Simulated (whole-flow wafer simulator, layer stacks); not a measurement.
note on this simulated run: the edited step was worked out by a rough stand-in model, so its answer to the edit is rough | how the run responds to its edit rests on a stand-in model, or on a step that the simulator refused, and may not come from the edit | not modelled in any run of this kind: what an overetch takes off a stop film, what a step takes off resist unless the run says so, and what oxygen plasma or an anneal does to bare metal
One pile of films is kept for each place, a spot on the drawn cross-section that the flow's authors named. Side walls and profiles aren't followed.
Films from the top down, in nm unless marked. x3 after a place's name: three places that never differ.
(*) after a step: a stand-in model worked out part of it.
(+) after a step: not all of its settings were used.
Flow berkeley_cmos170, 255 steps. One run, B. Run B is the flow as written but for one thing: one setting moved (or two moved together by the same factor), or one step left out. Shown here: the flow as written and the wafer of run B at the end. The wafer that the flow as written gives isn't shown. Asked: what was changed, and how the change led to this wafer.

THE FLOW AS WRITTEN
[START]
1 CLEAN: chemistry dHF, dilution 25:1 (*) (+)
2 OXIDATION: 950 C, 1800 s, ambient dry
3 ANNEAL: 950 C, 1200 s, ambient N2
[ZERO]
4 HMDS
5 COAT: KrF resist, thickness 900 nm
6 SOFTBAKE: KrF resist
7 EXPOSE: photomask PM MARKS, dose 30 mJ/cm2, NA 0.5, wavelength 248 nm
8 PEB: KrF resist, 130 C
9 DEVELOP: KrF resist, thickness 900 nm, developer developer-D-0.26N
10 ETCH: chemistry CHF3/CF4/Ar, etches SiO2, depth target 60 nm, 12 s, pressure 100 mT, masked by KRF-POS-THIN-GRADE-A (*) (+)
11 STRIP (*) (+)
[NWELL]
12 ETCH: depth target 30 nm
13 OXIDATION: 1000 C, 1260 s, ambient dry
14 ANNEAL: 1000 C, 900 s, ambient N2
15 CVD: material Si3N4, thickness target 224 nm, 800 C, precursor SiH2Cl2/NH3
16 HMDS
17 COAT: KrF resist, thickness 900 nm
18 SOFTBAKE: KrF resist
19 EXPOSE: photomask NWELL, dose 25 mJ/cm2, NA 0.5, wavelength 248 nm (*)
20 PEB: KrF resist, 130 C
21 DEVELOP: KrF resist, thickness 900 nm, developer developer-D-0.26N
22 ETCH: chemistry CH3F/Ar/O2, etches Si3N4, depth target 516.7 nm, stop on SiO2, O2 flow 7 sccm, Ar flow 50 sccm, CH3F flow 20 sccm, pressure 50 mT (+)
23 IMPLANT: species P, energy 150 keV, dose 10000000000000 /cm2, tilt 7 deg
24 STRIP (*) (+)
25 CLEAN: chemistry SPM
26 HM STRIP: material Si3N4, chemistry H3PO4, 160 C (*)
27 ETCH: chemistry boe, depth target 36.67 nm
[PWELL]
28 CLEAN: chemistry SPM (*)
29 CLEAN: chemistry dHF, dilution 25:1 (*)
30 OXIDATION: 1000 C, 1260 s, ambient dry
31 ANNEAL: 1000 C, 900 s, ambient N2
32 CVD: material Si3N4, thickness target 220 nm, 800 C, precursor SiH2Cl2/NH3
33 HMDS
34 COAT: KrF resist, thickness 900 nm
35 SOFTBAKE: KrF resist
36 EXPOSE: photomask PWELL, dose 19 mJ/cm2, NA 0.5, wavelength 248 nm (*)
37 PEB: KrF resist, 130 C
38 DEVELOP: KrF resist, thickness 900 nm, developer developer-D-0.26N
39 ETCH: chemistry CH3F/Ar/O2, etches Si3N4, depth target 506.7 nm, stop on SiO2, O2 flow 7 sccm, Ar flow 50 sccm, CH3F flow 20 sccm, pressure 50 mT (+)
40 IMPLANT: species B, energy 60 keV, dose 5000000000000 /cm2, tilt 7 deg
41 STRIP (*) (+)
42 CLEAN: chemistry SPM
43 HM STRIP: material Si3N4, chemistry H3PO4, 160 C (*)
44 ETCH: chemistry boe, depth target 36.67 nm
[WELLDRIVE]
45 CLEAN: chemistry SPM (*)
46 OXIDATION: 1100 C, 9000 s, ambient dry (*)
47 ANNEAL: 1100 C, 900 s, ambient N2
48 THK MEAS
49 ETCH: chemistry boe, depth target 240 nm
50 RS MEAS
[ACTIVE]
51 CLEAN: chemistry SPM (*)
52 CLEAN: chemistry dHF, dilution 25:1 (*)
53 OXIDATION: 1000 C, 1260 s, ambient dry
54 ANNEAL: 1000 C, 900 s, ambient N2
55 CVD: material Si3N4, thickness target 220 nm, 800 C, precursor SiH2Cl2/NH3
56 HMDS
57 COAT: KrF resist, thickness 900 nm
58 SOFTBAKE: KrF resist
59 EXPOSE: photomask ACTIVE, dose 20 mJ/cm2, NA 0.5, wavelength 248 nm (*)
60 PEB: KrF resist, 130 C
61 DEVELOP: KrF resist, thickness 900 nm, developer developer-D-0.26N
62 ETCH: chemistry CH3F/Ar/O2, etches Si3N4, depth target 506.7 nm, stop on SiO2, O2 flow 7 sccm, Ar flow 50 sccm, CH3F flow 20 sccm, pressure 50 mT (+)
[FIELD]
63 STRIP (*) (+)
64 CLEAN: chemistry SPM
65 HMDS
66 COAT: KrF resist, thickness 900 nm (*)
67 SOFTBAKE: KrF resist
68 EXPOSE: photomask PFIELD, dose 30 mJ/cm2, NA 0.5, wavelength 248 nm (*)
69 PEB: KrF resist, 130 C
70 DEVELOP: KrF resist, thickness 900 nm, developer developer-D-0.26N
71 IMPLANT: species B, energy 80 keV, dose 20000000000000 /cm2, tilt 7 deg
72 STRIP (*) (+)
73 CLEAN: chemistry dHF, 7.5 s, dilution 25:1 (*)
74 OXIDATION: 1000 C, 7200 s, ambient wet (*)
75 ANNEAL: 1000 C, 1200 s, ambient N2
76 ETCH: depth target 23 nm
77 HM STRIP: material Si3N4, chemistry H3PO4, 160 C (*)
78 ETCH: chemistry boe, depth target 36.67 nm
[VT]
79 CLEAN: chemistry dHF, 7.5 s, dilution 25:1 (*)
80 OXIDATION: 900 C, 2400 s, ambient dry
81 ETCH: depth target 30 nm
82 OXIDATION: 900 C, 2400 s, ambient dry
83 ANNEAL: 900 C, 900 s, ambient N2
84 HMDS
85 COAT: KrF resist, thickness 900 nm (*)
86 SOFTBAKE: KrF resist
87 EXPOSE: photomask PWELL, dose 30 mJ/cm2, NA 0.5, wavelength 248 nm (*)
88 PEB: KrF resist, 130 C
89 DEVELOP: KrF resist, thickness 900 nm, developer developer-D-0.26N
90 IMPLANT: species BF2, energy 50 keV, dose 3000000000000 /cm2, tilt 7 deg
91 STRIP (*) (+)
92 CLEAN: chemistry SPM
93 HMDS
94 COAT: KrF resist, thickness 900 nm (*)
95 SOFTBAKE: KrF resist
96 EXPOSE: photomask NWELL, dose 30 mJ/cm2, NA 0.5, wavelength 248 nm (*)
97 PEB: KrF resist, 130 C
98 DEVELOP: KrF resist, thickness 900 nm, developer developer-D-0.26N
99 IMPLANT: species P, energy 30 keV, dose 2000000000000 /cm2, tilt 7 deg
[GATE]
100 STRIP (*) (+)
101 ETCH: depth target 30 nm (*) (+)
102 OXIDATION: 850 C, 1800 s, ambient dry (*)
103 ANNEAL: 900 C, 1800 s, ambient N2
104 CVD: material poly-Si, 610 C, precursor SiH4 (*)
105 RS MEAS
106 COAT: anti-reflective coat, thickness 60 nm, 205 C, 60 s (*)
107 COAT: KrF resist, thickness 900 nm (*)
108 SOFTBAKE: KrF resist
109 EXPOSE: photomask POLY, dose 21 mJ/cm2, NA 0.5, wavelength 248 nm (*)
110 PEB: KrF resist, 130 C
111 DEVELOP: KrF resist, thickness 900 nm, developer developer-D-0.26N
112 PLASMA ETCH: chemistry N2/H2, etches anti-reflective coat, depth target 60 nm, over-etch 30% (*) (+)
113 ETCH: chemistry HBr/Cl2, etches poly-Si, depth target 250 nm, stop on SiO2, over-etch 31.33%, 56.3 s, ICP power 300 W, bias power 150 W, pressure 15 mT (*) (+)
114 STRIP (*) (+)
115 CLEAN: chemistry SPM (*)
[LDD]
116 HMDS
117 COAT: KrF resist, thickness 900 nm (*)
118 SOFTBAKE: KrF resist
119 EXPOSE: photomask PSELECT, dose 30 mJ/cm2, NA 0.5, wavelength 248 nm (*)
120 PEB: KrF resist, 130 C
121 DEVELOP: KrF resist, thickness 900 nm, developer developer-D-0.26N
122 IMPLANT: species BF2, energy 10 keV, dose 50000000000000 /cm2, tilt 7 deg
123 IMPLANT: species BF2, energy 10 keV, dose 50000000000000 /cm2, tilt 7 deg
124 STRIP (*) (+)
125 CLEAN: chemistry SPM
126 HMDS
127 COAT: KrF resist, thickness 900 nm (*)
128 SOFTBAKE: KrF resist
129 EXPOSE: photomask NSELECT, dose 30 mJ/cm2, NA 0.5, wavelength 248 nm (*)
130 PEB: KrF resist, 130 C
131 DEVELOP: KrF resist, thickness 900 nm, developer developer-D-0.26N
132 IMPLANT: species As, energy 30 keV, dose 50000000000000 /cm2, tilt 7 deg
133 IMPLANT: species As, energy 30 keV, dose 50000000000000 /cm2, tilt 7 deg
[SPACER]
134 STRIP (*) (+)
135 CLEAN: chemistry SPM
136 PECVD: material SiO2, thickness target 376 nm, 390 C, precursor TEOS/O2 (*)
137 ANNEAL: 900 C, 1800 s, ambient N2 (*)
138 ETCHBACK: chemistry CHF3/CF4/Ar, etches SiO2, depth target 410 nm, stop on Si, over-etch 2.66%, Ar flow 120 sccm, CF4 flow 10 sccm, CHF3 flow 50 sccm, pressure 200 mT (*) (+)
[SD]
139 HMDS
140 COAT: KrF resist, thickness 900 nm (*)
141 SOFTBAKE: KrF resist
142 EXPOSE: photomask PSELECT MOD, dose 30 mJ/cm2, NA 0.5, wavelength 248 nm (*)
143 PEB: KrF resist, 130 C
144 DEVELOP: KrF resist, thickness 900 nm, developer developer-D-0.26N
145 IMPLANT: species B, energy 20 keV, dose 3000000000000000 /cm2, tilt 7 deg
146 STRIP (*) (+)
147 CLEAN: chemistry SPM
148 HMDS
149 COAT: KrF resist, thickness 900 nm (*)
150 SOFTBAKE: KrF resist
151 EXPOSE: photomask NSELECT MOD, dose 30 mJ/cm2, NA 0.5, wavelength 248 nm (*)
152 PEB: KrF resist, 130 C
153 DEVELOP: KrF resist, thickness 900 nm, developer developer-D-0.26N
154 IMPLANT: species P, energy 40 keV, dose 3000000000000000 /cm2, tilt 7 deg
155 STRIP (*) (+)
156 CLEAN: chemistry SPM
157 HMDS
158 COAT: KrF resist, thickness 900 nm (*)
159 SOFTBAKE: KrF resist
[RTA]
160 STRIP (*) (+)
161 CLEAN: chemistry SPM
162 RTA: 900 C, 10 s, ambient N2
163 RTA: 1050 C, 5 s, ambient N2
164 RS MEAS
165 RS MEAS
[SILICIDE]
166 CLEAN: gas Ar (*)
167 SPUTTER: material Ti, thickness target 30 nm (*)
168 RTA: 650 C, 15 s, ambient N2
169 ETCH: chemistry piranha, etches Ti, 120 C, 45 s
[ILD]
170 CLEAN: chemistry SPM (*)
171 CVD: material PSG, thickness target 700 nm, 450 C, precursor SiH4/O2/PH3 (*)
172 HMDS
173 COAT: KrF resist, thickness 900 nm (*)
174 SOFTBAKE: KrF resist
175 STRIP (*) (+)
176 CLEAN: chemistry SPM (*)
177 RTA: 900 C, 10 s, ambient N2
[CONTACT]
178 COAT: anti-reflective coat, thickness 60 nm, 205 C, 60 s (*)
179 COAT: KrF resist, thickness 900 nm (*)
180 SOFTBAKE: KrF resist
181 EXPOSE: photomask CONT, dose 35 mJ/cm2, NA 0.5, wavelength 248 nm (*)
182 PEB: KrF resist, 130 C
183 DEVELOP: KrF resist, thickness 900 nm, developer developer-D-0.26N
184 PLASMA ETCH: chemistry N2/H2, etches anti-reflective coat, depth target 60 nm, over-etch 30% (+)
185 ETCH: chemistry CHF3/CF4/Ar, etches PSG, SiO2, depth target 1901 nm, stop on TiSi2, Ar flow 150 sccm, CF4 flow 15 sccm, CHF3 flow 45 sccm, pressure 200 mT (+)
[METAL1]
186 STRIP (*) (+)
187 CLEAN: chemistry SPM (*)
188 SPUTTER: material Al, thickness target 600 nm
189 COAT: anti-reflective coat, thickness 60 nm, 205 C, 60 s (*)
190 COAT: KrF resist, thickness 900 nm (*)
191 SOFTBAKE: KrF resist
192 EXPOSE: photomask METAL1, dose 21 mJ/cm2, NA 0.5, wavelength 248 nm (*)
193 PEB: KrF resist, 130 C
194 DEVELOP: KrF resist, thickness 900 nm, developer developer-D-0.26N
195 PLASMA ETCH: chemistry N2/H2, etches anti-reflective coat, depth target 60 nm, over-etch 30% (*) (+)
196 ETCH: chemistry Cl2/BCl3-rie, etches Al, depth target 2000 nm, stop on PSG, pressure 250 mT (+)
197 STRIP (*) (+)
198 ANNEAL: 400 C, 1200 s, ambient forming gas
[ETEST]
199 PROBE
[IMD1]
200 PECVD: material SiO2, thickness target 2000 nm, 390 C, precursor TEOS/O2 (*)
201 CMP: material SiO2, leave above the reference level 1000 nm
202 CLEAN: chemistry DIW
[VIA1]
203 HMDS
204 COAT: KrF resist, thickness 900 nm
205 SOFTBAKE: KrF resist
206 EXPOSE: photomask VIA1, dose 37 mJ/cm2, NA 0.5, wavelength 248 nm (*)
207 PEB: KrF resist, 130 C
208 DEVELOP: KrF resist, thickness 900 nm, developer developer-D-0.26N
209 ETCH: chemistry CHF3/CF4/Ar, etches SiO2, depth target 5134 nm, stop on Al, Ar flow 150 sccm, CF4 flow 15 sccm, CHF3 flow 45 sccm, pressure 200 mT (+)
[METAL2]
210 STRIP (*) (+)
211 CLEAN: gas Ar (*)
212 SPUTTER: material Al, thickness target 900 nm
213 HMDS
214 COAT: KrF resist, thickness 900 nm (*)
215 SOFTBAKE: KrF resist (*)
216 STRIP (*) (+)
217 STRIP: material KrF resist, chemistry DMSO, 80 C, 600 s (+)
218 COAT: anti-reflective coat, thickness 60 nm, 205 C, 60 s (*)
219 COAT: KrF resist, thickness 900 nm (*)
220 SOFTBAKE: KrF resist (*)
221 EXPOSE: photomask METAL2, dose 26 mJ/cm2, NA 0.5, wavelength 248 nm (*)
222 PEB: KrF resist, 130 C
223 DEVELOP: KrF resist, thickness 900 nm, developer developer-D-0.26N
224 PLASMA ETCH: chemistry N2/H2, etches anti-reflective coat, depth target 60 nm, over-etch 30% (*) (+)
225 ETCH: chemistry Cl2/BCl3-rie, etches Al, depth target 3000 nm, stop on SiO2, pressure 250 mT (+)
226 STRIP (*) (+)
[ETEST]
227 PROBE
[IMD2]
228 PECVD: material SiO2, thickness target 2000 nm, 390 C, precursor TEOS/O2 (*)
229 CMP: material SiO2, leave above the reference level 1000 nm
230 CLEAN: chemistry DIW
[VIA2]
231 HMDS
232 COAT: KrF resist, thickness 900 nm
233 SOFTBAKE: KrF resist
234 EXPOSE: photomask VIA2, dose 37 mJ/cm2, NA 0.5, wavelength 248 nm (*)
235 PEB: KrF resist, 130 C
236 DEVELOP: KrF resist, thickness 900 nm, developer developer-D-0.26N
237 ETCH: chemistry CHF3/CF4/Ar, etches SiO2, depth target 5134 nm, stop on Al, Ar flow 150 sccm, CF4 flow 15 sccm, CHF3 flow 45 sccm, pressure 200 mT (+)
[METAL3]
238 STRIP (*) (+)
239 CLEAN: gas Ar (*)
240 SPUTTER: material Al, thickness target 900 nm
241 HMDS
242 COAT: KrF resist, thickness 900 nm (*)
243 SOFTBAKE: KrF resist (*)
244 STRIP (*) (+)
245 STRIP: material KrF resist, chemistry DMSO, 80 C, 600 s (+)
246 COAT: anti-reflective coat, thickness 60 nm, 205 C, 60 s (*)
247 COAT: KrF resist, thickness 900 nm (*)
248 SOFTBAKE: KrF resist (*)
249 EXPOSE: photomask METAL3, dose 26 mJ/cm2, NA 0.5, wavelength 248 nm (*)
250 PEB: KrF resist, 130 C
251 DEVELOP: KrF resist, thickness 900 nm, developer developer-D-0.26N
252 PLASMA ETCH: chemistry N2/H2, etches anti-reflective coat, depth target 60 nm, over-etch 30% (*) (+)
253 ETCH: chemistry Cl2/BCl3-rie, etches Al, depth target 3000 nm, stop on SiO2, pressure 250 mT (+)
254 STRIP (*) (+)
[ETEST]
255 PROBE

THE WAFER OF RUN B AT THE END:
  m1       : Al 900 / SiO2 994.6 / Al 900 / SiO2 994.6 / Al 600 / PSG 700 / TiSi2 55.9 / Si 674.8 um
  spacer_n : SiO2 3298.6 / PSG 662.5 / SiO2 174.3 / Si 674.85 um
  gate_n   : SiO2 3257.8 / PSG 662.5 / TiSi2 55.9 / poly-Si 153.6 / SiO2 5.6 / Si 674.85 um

The cause: step 102, OXIDATION: 1080 s was run, where the flow has 1800 s.

How the change led to this, step by step:
  102 OXIDATION: 850 C, 1800 s, ambient dry (*)
      sd_n, spacer_n, gate_n and 8 more: SiO2 +5.6 (new film), Si -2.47 (as written it would be: SiO2 +7.48 (new film), Si -3.29)
